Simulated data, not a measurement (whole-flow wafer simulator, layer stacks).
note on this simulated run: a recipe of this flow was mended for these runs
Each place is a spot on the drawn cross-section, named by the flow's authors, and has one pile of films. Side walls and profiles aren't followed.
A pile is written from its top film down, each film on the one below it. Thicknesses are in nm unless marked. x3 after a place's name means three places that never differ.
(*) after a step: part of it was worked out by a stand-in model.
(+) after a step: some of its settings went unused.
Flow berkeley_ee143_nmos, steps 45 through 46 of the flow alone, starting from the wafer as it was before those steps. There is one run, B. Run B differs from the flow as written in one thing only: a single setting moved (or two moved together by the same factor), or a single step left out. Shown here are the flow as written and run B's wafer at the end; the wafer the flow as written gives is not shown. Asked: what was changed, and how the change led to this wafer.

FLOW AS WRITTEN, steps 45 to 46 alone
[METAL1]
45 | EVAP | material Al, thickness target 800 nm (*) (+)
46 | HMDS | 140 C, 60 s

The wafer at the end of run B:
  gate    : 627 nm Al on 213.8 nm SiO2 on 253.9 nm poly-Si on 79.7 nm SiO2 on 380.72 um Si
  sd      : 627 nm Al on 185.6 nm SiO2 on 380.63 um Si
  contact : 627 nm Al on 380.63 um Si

The reason: step 45, EVAP: thickness target 627 nm was run, though the flow has thickness target 800 nm.
The wafer itself shows it: gate has Al 627, and step 45 as written asks for 800 nm.

How this came from the change, step by step:
  45 | EVAP | material Al, thickness target 800 nm (*) (+)
      gate, sd, contact, field: +627 Al (new film) (in the flow as written it would be: +800 Al (new film))
